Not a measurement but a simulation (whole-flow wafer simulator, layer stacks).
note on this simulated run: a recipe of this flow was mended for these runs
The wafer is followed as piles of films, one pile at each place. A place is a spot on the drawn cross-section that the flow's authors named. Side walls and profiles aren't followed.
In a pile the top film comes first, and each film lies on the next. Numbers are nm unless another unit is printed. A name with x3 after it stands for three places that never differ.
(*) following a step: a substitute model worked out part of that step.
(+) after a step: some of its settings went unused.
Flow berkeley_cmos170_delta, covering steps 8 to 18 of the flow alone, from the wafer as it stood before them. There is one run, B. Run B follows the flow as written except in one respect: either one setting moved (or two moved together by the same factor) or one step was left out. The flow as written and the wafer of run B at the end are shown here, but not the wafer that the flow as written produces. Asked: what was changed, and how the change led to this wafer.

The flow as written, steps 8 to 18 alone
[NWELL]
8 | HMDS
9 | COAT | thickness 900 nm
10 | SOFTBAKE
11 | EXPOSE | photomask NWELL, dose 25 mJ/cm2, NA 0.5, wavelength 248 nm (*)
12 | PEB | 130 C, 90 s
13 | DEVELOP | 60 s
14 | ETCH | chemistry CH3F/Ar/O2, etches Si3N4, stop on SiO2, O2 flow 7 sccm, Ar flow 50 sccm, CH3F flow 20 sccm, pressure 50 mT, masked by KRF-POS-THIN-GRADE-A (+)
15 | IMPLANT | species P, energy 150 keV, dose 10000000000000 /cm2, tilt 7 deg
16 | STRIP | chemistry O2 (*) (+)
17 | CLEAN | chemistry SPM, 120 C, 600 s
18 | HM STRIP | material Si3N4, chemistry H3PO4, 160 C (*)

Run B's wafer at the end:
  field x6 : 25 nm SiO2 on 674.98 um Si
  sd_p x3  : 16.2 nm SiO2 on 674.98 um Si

Cause: step 18, HM STRIP: 149 C was run, though the flow has 160 C.

The path from the change to this, step by step:
  18 | HM STRIP | material Si3N4, chemistry H3PO4, 160 C (*)
      field x6: Si3N4 loses 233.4 (all of it), SiO2 loses 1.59 (as written it would have been: Si3N4 loses 233.4 (all of it), SiO2 loses 7.29)
      sd_p x3: SiO2 loses 6.43 (as written it would have been: SiO2 loses 14.8)
